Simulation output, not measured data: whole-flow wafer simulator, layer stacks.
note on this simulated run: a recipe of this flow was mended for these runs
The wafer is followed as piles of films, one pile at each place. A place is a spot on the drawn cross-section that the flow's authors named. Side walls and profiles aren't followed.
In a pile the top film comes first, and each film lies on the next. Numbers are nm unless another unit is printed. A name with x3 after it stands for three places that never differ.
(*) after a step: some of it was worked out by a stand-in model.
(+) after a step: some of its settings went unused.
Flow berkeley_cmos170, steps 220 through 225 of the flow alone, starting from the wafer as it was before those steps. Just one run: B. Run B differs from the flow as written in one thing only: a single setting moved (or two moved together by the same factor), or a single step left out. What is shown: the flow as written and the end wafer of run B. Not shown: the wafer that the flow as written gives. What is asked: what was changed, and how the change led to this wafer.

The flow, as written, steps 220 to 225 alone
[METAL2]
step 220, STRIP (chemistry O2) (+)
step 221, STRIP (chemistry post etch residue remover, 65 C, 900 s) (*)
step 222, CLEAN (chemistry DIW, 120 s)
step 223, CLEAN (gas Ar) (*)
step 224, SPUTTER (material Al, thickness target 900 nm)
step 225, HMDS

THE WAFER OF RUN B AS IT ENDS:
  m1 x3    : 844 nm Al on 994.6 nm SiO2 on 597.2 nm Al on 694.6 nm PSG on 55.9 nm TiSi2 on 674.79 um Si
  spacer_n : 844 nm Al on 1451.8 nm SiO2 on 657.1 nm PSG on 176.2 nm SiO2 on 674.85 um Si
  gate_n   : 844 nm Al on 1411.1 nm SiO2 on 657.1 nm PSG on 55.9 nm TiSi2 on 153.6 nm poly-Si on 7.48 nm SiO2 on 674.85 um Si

What caused this: step 224, SPUTTER: thickness target 844 nm was run, while the flow as written has thickness target 900 nm.
The wafer lets one read it off: m1 x3 has Al 844, and step 224 as written asks for 900 nm.

The path from the change to this, step by step:
  step 224, SPUTTER (material Al, thickness target 900 nm)
      field, mark, sd_n and 9 more: +844 Al (new film) (it would be, as written: +900 Al (new film))
      via1: +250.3 Al (it would be, as written: +259.4 Al)
